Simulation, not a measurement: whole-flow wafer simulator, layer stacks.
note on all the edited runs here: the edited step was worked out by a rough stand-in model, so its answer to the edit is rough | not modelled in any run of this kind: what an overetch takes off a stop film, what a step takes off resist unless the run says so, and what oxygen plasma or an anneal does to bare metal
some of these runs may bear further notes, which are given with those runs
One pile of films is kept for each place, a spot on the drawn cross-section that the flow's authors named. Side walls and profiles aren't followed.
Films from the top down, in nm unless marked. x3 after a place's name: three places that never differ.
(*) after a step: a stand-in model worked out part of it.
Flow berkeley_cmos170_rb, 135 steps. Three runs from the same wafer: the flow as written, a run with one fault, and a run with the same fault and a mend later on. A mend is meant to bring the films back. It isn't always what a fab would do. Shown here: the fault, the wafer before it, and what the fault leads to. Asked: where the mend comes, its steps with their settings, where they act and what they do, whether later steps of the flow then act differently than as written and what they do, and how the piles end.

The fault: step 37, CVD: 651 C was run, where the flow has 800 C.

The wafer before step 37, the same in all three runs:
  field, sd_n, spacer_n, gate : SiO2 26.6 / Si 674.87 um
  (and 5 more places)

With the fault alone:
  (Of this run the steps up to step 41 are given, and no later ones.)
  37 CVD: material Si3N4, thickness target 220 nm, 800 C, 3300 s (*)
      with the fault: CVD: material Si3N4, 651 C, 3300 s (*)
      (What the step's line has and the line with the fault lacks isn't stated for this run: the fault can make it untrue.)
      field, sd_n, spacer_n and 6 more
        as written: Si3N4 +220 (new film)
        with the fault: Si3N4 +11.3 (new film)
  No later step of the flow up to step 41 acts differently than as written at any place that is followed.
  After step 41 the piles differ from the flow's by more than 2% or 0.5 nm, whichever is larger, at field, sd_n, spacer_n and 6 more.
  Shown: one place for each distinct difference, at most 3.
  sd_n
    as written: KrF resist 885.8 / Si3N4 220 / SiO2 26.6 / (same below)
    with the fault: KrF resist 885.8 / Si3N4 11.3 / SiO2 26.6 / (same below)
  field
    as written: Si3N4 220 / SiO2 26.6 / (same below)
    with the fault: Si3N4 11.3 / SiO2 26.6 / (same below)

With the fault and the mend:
  The mend comes after step 37.
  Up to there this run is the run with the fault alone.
  37a CVD: material Si3N4, thickness target 208.7 nm, 800 C, 3130 s (*) (the flow's step 37 once more, with other settings)
      field, sd_n, spacer_n and 6 more
        Si3N4 +208.7
  No later step of the flow acts differently than as written, at any place that is followed, by more than 2% or 0.5 nm, whichever is larger.
  At the end the piles are the same as the flow's at every place that both follow.
